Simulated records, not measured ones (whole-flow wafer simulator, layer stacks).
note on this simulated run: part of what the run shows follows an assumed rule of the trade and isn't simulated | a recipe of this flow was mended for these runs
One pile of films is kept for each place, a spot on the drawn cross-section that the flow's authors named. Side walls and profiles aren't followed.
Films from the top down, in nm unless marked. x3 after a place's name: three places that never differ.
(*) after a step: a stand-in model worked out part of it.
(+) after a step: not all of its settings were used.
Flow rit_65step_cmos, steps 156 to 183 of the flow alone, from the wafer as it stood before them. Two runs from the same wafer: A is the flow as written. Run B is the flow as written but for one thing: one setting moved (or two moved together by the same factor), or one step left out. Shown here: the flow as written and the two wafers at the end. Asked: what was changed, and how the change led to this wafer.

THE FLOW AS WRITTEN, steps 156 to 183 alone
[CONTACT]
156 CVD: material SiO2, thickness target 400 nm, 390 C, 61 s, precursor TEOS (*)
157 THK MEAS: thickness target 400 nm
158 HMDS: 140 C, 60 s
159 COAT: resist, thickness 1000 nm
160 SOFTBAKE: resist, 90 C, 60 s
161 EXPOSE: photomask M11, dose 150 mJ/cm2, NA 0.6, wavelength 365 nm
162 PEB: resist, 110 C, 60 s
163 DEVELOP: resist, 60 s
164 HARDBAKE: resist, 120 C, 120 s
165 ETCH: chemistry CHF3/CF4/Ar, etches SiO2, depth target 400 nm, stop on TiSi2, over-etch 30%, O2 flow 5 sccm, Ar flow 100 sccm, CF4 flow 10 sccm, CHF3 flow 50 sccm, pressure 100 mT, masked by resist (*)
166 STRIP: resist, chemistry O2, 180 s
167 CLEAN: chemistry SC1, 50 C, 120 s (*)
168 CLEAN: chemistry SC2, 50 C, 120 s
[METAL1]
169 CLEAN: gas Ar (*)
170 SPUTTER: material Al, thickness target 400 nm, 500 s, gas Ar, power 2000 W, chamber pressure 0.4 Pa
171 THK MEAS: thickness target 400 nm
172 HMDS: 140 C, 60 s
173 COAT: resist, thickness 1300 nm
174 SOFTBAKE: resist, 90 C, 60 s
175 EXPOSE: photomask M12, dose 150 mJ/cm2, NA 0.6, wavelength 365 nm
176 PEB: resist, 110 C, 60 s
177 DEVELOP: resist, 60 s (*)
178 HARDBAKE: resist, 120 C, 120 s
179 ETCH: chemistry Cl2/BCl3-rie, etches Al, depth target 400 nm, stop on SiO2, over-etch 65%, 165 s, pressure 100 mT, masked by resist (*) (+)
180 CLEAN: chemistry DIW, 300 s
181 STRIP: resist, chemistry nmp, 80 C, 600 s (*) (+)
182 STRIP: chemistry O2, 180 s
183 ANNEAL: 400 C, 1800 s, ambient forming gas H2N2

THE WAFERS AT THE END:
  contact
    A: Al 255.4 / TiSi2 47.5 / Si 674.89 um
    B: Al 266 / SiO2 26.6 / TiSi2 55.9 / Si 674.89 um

The cause: step 165, ETCH: depth target 283 nm was run, where the flow has depth target 400 nm.

How the change led to this, step by step:
  165 ETCH: chemistry CHF3/CF4/Ar, etches SiO2, depth target 400 nm, stop on TiSi2, over-etch 30%, O2 flow 5 sccm, Ar flow 100 sccm, CF4 flow 10 sccm, CHF3 flow 50 sccm, pressure 100 mT, masked by resist (*)
      contact: A SiO2 -400 (all of it), TiSi2 -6 | B SiO2 -367.9
      field, field_pw, field_nw and 10 more: A resist -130 | B resist -92
  166 STRIP: resist, chemistry O2, 180 s
      active_n, active_p: A resist -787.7 (all of it) | B resist -825.7 (all of it)
      field: A resist -847 (all of it) | B resist -885.1 (all of it)
      (and at 10 more places)
  169 CLEAN: gas Ar (*)
      contact: A TiSi2 -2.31 | B SiO2 -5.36
  170 SPUTTER: material Al, thickness target 400 nm, 500 s, gas Ar, power 2000 W, chamber pressure 0.4 Pa
      contact: A Al +255.4 (new film) | B Al +266 (new film)
  173 COAT: resist, thickness 1300 nm
      contact: A resist +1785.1 (new film) | B resist +1745.5 (new film)
  176 PEB: resist, 110 C, 60 s
      contact: A resist -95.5 | B resist -93.3
  178 HARDBAKE: resist, 120 C, 120 s
      contact: A resist -62.1 | B resist -60.6
  181 STRIP: resist, chemistry nmp, 80 C, 600 s (*) (+)
      contact: A resist -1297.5 (all of it) | B resist -1261.7 (all of it)
